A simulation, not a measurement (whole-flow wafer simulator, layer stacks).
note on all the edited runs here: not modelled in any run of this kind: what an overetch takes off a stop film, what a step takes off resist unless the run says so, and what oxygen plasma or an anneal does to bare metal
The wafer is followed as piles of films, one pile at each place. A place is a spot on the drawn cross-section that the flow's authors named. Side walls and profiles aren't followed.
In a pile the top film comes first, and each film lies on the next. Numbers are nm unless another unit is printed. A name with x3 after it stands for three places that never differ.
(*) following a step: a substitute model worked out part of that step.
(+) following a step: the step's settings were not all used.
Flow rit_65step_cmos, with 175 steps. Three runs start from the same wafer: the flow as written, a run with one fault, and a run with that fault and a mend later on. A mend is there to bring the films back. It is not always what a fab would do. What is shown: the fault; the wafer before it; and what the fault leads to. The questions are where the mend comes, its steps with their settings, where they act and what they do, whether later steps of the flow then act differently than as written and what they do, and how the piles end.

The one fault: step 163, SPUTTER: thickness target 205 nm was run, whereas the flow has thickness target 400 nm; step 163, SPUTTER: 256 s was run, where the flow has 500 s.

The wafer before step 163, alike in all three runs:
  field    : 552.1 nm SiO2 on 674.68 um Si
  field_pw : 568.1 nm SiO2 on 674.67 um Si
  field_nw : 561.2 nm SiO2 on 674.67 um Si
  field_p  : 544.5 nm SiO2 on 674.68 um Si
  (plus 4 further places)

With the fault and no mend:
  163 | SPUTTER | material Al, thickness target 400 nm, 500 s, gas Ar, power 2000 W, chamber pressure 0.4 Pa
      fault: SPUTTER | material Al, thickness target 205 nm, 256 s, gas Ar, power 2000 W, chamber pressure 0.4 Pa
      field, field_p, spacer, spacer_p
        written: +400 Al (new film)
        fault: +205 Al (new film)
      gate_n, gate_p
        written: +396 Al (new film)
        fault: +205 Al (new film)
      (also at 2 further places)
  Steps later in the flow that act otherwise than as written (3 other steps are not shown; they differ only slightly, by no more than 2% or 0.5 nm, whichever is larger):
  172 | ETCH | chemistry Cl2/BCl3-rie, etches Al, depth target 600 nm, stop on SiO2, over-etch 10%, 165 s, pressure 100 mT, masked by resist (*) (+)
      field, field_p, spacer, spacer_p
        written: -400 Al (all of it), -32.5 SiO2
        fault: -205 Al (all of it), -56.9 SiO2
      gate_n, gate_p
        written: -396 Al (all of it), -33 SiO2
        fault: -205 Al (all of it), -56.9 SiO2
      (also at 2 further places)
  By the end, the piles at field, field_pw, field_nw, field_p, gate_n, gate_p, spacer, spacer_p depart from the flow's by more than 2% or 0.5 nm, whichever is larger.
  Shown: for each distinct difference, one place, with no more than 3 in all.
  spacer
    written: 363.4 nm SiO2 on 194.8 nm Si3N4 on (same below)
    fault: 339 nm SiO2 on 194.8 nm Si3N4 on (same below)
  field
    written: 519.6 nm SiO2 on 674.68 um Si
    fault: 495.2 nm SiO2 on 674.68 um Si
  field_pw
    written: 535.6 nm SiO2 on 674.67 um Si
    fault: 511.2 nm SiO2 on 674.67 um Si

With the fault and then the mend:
  The mend stands after step 164.
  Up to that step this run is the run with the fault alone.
  164a | ETCH | chemistry al pan, depth target 236.5 nm
      field, field_p, gate_n, gate_p, spacer, spacer_p
        -205 Al (all of it)
      field_pw
        -204.9 Al (all of it)
      field_nw
        -204.8 Al (all of it)
  164b | SPUTTER | material Al, thickness target 400 nm, 500 s, gas Ar, power 2000 W, chamber pressure 0.4 Pa (a further turn of the flow's step 163)
      field, field_pw, field_p, spacer, spacer_p
        +400 Al (new film)
      gate_n, gate_p
        +396 Al (new film)
      field_nw
        +397.2 Al (new film)
  Later steps of the flow that are run all act as written at every place that is followed.
  By the end, the piles equal the flow's at every place that both follow.
